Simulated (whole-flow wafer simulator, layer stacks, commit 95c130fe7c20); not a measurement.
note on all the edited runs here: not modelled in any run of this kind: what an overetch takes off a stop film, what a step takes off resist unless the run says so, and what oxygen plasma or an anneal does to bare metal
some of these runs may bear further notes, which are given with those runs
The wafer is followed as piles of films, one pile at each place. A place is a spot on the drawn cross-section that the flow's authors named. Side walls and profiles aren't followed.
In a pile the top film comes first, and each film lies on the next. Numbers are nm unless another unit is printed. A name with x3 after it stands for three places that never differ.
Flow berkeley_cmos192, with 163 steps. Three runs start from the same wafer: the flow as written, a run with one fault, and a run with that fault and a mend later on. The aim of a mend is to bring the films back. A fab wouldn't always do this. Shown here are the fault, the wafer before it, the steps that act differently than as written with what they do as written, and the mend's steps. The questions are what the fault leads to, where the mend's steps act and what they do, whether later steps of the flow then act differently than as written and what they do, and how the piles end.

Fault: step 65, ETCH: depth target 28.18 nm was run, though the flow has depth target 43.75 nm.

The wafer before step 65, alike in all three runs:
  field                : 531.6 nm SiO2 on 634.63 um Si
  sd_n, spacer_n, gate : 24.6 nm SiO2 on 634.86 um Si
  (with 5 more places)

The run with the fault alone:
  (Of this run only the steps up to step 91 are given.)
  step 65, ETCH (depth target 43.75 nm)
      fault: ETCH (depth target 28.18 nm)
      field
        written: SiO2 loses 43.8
        fault: SiO2 loses 28.2
  Later steps of the flow up to step 91 that are run all act as written at every place that is followed, up to a difference of at most 2% or 0.5 nm, whichever is larger.
  After step 91, at field, the piles differ from the flow's by more than 2% or 0.5 nm, whichever is larger.
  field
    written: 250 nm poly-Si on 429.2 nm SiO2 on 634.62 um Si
    fault: 250 nm poly-Si on 444.7 nm SiO2 on 634.62 um Si

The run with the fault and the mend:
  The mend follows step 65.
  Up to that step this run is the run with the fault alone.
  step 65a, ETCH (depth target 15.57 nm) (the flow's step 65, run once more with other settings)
      field
        SiO2 loses 15.6
  Later steps of the flow that are run all act as written at every place that is followed, up to a difference of at most 2% or 0.5 nm, whichever is larger.
  The piles end the same as the flow's at every place that both follow.
